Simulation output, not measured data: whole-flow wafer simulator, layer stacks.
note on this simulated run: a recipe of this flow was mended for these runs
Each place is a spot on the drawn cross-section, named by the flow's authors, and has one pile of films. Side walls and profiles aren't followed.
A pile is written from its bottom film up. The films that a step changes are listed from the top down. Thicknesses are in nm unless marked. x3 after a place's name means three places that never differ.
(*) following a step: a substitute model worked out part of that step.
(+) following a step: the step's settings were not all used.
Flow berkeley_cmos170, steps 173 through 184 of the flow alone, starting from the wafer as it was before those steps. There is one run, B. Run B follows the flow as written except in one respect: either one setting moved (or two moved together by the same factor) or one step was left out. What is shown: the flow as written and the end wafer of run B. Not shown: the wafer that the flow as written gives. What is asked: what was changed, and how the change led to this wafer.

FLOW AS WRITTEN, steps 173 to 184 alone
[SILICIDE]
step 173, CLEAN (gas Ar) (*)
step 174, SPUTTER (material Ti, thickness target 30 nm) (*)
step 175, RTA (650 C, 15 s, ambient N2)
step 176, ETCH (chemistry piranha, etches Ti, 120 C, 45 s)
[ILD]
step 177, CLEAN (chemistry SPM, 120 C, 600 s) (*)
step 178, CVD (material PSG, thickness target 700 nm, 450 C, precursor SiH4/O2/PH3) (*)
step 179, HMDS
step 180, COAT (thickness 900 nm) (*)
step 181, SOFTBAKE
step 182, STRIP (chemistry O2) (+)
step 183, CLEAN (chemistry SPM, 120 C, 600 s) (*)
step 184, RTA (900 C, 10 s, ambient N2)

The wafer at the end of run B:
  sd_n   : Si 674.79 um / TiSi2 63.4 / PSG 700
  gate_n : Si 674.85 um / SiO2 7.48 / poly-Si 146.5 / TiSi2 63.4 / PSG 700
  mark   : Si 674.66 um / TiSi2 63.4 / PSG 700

The reason: step 174, SPUTTER: thickness target 34 nm was run, though the flow has thickness target 30 nm.

The path from the change to this, step by step:
  step 174, SPUTTER (material Ti, thickness target 30 nm) (*)
      field, mark, sd_n and 10 more: Ti gains 34 (new film) (in the flow as written it would be: Ti gains 30 (new film))
  step 175, RTA (650 C, 15 s, ambient N2)
      mark, sd_n, sd_p, contact, m1, via1, m2, via2: Ti loses 26.5, TiSi first gains 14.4 (new film), TiSi2 C49 gains 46 (new film), Si loses 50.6 (in the flow as written it would be: Ti loses 23.4, TiSi first gains 6.2 (new film), TiSi2 C49 gains 50.3 (new film), Si loses 49)
      gate_n, gate_p: Ti loses 26.5, TiSi first gains 14.4 (new film), TiSi2 C49 gains 46 (new film), poly-Si loses 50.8 (in the flow as written it would be: Ti loses 23.4, TiSi first gains 6.2 (new film), TiSi2 C49 gains 50.3 (new film), poly-Si loses 49.2)
  step 176, ETCH (chemistry piranha, etches Ti, 120 C, 45 s)
      mark, sd_n, gate_n and 7 more: Ti loses 7.48 (all of it), TiSi first loses 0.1 (in the flow as written it would be: Ti loses 6.6 (all of it), TiSi first loses 0.1)
      field, spacer_n, spacer_p: Ti loses 34 (all of it) (in the flow as written it would be: Ti loses 30 (all of it))
  step 184, RTA (900 C, 10 s, ambient N2)
      mark, sd_n, sd_p, contact, m1, via1, m2, via2: under 1 film: TiSi2 gains 63.4 (new film), TiSi first loses 14.3 (all of it), TiSi2 C49 loses 46 (all of it), Si loses 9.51 (in the flow as written it would be: under 1 film: TiSi2 gains 55.9 (new film), TiSi first loses 6.09 (all of it), TiSi2 C49 loses 50.3 (all of it), Si loses 4.05)
      gate_n, gate_p: under 1 film: TiSi2 gains 63.4 (new film), TiSi first loses 14.3 (all of it), TiSi2 C49 loses 46 (all of it), poly-Si loses 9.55 (in the flow as written it would be: under 1 film: TiSi2 gains 55.9 (new film), TiSi first loses 6.09 (all of it), TiSi2 C49 loses 50.3 (all of it), poly-Si loses 4.06)
